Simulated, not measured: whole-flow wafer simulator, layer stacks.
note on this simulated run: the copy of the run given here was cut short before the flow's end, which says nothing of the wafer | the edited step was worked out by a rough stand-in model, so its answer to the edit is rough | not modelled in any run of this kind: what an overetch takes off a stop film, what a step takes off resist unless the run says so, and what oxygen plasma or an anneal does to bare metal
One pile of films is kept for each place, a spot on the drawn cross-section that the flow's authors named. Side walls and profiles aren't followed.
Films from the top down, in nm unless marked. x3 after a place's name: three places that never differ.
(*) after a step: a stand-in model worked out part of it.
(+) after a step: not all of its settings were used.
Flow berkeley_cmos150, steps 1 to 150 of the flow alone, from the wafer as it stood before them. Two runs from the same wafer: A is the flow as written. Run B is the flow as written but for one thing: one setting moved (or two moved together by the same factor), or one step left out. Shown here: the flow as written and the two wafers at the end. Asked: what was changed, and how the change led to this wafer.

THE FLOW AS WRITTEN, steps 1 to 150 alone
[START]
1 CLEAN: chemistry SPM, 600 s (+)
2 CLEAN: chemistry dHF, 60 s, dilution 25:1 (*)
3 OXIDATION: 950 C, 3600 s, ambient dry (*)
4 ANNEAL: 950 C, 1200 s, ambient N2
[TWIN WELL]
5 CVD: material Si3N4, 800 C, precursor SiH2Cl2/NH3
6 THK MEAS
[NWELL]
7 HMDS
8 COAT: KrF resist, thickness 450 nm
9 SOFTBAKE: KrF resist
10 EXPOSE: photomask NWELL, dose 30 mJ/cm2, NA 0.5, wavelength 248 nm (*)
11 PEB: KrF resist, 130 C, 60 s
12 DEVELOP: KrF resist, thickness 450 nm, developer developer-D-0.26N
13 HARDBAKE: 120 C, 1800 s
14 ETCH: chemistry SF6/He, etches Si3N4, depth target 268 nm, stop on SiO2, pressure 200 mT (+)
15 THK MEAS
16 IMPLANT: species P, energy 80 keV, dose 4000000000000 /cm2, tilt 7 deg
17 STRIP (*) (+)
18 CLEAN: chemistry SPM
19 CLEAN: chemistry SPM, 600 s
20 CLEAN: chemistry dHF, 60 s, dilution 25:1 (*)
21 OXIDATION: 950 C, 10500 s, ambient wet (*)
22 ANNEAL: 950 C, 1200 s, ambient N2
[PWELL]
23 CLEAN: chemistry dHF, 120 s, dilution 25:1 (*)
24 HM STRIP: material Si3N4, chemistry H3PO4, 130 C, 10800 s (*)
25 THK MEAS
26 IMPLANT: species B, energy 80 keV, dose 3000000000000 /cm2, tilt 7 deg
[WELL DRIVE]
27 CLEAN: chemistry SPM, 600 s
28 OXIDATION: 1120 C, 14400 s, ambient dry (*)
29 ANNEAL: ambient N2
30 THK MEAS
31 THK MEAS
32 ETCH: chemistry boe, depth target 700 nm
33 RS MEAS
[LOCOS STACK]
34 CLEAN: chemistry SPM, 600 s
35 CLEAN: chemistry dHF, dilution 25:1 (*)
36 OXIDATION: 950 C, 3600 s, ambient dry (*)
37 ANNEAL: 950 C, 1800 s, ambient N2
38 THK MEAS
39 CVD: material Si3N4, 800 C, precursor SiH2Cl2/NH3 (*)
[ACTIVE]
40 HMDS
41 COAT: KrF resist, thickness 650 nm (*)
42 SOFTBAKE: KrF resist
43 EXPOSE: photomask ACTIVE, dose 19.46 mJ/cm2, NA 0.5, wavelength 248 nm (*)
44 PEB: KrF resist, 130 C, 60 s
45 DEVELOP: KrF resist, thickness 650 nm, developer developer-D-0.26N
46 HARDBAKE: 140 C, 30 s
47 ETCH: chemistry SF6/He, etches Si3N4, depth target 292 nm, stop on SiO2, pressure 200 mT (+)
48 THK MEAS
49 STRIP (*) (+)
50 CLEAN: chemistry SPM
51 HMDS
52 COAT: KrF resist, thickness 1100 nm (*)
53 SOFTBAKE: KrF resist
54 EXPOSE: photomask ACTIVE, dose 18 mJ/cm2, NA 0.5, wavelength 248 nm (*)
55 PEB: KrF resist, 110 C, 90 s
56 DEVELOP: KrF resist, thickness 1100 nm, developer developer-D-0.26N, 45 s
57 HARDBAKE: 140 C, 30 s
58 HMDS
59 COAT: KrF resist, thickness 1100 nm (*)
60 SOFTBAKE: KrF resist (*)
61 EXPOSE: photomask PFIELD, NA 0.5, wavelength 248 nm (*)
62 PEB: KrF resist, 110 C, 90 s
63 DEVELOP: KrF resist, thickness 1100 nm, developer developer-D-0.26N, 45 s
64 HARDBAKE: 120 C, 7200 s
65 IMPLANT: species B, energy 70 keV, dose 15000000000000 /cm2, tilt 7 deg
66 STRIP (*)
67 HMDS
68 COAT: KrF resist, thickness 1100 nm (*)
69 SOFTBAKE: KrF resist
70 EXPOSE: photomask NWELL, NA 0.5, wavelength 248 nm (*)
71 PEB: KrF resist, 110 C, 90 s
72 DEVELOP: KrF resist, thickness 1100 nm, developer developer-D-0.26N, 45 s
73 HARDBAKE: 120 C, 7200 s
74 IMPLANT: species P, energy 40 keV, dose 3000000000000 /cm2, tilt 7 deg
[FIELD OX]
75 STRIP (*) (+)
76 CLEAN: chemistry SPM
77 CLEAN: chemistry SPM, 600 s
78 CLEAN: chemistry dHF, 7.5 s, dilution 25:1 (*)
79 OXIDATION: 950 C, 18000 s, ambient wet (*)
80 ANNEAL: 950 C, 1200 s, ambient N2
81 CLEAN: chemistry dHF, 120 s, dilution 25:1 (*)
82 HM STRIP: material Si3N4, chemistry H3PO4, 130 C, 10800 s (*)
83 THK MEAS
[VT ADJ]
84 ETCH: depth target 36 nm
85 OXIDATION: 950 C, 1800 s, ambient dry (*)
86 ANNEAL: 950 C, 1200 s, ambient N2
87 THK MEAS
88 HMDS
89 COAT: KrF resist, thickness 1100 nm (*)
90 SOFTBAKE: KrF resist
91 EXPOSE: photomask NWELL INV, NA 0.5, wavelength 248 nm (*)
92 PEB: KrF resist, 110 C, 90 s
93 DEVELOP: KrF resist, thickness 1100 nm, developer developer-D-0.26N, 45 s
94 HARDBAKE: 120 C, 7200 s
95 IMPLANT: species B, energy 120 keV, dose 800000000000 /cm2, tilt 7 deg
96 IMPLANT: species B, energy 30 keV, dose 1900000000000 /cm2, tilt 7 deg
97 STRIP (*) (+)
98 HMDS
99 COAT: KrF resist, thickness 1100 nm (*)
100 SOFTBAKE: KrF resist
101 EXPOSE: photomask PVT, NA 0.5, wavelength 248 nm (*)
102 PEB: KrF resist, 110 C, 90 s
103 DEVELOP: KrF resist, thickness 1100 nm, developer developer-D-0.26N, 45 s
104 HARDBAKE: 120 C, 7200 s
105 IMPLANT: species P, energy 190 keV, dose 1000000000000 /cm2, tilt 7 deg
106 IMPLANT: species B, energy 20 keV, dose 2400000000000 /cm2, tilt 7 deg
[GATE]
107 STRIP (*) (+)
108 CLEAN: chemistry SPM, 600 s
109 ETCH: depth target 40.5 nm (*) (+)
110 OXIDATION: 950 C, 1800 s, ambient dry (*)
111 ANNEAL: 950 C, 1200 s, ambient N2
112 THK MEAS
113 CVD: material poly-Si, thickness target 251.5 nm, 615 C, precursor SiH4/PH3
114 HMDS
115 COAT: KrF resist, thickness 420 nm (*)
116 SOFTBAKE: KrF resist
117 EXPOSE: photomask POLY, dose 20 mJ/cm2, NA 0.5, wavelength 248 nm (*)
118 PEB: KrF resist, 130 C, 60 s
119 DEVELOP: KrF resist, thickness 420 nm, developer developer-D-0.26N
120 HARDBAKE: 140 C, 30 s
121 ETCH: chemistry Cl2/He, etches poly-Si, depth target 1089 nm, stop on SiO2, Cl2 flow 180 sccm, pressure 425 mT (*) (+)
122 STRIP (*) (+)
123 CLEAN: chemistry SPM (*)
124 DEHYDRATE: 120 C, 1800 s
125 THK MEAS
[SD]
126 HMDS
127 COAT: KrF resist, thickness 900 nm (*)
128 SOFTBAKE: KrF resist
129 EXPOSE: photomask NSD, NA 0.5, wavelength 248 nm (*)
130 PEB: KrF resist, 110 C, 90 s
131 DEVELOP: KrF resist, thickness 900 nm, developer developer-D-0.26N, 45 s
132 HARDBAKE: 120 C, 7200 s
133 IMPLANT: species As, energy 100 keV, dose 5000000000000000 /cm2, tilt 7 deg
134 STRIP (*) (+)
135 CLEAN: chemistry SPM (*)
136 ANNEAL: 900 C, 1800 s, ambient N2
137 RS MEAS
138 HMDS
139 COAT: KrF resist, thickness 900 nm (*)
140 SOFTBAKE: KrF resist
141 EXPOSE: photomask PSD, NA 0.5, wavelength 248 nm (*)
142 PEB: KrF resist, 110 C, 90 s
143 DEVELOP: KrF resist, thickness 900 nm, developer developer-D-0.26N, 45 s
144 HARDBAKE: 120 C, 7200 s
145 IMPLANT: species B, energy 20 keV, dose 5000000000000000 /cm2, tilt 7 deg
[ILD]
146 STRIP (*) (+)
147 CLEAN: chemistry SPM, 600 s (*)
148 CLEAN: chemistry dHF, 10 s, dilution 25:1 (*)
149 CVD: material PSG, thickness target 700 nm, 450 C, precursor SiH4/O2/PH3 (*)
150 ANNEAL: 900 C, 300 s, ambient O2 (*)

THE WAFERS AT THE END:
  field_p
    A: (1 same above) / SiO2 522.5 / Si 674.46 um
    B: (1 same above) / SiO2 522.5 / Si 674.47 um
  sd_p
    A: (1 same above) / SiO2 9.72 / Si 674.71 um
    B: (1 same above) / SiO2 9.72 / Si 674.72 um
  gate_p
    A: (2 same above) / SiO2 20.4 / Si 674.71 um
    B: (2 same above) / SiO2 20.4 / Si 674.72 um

The cause: step 21, OXIDATION: 9450 s was run, where the flow has 10500 s.

How the change led to this, step by step:
  21 OXIDATION: 950 C, 10500 s, ambient wet (*)
      field, sd_n, gate_n, contact, m1: A SiO2 +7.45 (new film), Si3N4 -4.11 | B SiO2 +6.84 (new film), Si3N4 -3.77
      field_p, sd_p, gate_p: A SiO2 +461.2, Si -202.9 | B SiO2 +427.2, Si -188
  23 CLEAN: chemistry dHF, 120 s, dilution 25:1 (*)
      field, sd_n, gate_n, contact, m1: A SiO2 -7.45 (all of it), Si3N4 -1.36 | B SiO2 -6.84 (all of it), Si3N4 -1.42
  28 OXIDATION: 1120 C, 14400 s, ambient dry (*)
      field_p, sd_p, gate_p: A SiO2 +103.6, Si -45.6 | B SiO2 +109.5, Si -48.2
  32 ETCH: chemistry boe, depth target 700 nm
      field_p, sd_p, gate_p: A SiO2 -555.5 (all of it) | B SiO2 -527.4 (all of it)
  41 COAT: KrF resist, thickness 650 nm (*)
      field: A KrF resist +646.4 (new film) | B KrF resist +619.6 (new film)
  45 DEVELOP: KrF resist, thickness 650 nm, developer developer-D-0.26N
      field: A KrF resist -645.4 (all of it) | B KrF resist -618.7 (all of it)
